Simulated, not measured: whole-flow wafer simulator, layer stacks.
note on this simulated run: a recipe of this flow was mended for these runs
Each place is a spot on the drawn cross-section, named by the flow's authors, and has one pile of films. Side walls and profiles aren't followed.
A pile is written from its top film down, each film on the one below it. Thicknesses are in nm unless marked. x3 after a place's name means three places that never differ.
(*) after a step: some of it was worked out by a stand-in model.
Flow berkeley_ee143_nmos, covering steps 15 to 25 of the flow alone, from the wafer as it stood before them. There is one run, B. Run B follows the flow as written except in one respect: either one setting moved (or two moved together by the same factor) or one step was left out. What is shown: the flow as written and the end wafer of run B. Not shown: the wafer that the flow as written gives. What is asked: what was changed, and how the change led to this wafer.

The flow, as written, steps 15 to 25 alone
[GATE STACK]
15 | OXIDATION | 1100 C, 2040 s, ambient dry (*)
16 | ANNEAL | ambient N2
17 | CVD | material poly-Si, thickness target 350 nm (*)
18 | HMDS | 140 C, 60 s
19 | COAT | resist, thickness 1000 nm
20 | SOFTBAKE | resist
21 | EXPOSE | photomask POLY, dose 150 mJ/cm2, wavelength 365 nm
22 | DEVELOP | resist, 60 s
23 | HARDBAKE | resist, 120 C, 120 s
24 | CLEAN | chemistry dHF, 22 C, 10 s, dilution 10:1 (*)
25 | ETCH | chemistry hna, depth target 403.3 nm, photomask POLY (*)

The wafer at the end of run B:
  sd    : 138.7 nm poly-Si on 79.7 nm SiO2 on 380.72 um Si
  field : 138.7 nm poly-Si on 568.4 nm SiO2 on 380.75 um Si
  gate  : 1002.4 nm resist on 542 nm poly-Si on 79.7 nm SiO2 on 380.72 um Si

Cause: step 17, CVD: thickness target 542 nm was run, whereas the flow has thickness target 350 nm.
The wafer itself shows it: gate has poly-Si 542, and step 17 as written asks for 350 nm.

How this came from the change, step by step:
  17 | CVD | material poly-Si, thickness target 350 nm (*)
      gate, sd, contact, field: poly-Si gains 542 (new film) (in the flow as written it would be: poly-Si gains 350 (new film))
  25 | ETCH | chemistry hna, depth target 403.3 nm, photomask POLY (*)
      sd, contact, field: poly-Si loses 403.3 (in the flow as written it would be: poly-Si loses 350 (all of it), SiO2 loses 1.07)
